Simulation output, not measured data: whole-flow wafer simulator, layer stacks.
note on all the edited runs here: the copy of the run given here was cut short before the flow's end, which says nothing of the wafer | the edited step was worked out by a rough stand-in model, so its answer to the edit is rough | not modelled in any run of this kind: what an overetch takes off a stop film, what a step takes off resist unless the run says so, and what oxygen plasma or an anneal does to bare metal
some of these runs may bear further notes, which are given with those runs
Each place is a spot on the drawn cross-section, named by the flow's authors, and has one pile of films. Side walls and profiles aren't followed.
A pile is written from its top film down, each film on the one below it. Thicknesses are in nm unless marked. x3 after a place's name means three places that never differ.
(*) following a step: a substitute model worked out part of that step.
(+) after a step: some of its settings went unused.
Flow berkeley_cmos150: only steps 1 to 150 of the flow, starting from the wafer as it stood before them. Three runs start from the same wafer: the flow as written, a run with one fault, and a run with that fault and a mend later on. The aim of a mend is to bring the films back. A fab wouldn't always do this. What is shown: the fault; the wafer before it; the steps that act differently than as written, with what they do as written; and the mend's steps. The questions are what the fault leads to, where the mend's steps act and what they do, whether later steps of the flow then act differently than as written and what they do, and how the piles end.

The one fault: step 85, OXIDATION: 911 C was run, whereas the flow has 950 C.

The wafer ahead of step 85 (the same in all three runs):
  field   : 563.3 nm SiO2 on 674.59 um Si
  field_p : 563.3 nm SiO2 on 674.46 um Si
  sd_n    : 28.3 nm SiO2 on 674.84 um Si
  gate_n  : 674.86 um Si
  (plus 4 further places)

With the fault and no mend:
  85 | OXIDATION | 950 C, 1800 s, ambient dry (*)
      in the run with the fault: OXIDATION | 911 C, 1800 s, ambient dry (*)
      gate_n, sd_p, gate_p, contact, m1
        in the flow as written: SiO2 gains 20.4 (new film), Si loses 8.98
        in the run with the fault: SiO2 gains 13.9 (new film), Si loses 6.1
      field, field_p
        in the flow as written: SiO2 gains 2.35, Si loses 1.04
        in the run with the fault: SiO2 gains 1.3, Si loses 0.57
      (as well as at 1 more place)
  Steps further on in the flow that do not act as written (not shown: 22 more steps that differ only slightly, by at most 2% or 0.5 nm, whichever is larger):
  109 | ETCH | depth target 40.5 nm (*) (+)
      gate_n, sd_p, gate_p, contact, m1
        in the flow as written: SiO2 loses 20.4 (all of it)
        in the run with the fault: SiO2 loses 13.9 (all of it)
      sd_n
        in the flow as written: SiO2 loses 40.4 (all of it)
        in the run with the fault: SiO2 loses 35.7 (all of it)
  The piles end only slightly different from the flow's at the places that both follow, by no more than 2% or 0.5 nm, whichever is larger.

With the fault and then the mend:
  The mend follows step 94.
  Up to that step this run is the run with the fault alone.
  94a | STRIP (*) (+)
      field_p
        KrF resist loses 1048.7 (all of it)
      sd_p
        KrF resist loses 1275.1 (all of it)
      gate_p
        KrF resist loses 1249.6 (all of it)
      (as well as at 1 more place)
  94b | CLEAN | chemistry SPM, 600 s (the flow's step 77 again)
      alters no film at any place that is followed
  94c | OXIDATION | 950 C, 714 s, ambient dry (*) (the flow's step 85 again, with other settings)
      gate_n, sd_p, gate_p, contact, m1
        SiO2 gains 6.49, Si loses 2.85
      field, field_p
        SiO2 gains 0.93, Si loses 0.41
      sd_n
        SiO2 gains 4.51, Si loses 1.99
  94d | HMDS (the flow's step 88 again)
      alters no film at any place that is followed
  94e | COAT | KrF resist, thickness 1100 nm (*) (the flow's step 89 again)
      field
        KrF resist gains 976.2 (new film)
      field_p
        KrF resist gains 1087.8 (new film)
      sd_n
        KrF resist gains 1243 (new film)
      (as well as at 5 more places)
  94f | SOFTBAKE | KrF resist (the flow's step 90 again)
      alters no film at any place that is followed
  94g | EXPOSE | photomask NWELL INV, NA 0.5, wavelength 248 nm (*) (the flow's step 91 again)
      alters no film at any place that is followed
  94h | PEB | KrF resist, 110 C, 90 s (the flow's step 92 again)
      field
        KrF resist loses 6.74
      field_p
        KrF resist loses 7.53
      sd_n
        KrF resist loses 8.63
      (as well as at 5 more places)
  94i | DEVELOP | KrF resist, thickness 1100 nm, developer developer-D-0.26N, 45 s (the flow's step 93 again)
      field_p, sd_p, gate_p, m1
        KrF resist loses 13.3
      field
        KrF resist loses 969.5 (all of it)
      sd_n
        KrF resist loses 1234.4 (all of it)
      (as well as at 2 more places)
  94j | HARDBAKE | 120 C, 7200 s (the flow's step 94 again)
      field_p
        KrF resist loses 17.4
      sd_p
        KrF resist loses 21.4
      gate_p
        KrF resist loses 20.9
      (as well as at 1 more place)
  Later steps of the flow that are run all act as written at every place that is followed, up to a difference of at most 2% or 0.5 nm, whichever is larger.
  The piles end only slightly different from the flow's at the places that both follow, by no more than 2% or 0.5 nm, whichever is larger.
